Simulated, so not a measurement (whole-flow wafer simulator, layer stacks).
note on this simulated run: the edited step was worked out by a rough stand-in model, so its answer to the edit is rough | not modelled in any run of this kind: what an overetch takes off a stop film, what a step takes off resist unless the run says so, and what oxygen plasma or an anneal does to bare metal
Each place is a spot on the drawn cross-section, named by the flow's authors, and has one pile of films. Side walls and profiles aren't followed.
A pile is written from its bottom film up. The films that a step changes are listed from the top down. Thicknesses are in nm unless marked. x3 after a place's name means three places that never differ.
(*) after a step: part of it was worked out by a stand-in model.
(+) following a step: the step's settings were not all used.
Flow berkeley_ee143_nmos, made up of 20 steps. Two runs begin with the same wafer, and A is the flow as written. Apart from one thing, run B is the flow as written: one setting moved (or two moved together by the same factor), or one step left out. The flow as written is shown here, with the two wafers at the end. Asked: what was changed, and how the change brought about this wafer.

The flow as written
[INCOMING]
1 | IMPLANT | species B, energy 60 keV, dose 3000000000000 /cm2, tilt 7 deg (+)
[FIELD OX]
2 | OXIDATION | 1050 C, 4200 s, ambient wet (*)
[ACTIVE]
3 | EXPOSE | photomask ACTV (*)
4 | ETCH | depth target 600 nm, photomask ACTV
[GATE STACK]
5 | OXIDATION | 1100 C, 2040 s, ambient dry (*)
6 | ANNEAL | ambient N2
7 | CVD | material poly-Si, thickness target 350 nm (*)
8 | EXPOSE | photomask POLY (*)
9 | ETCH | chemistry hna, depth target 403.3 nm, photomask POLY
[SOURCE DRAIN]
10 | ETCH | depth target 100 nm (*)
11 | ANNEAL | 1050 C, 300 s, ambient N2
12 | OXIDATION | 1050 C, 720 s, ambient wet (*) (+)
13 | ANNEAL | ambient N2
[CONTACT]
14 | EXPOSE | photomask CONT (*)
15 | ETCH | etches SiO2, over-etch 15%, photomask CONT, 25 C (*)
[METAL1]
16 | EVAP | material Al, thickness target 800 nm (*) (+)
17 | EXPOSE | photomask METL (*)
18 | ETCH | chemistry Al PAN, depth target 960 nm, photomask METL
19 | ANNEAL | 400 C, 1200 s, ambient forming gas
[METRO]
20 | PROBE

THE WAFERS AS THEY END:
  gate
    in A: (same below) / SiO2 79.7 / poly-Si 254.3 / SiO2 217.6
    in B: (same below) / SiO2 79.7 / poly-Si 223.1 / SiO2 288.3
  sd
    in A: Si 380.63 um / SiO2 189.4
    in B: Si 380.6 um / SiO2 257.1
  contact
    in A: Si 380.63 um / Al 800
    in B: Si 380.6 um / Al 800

The reason: step 12, OXIDATION: 1116 s was run, whereas the flow has 720 s.

Step by step, how the change led to this:
  12 | OXIDATION | 1050 C, 720 s, ambient wet (*) (+)
      sd, contact: A +189.4 SiO2 (new film), -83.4 Si | B +257.1 SiO2 (new film), -113.1 Si
      gate: A +217.6 SiO2 (new film), -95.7 poly-Si | B +288.3 SiO2 (new film), -126.9 poly-Si
      (also at 1 further place)
  15 | ETCH | etches SiO2, over-etch 15%, photomask CONT, 25 C (*)
      contact: A -189.4 SiO2 (all of it) | B -257.1 SiO2 (all of it)
